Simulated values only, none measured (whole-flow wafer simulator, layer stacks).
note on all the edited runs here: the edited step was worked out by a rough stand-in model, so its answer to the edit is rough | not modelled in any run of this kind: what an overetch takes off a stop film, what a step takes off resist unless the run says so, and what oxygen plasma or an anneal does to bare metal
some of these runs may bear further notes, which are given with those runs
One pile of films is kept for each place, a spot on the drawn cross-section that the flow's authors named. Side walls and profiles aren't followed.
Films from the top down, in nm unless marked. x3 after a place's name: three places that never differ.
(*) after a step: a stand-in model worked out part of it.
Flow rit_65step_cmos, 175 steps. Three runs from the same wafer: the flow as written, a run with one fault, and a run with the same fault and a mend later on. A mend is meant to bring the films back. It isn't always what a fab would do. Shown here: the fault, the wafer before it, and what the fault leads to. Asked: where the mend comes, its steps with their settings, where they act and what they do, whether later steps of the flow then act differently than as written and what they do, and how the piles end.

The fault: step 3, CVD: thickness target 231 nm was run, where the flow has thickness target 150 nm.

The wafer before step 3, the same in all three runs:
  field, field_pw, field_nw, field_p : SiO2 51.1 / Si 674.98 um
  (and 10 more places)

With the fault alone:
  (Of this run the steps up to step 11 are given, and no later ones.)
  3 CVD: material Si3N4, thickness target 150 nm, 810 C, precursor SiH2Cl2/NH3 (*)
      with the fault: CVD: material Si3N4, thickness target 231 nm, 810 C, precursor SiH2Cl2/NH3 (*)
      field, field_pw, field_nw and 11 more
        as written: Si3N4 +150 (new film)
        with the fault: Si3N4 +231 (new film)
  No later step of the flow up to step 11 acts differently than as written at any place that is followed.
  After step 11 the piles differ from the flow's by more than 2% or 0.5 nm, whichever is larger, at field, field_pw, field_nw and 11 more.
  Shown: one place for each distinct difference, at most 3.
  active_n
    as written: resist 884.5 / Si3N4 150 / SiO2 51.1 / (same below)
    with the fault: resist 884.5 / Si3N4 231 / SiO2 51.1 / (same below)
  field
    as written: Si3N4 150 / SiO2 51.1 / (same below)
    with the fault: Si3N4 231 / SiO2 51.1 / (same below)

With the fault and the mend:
  The mend comes after step 4.
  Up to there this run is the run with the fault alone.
  4a ETCH: chemistry h3po4, depth target 265.6 nm
      field, field_pw, field_nw and 11 more
        Si3N4 -231 (all of it)
  4b CLEAN: chemistry SC2, 75 C, 600 s
      changes no film at any place that is followed
  4c CVD: material Si3N4, thickness target 150 nm, 810 C, precursor SiH2Cl2/NH3 (*) (the flow's step 3 once more)
      field, field_pw, field_nw and 11 more
        Si3N4 +150 (new film)
  No later step of the flow acts differently than as written at any place that is followed.
  At the end the piles are the same as the flow's at every place that both follow.
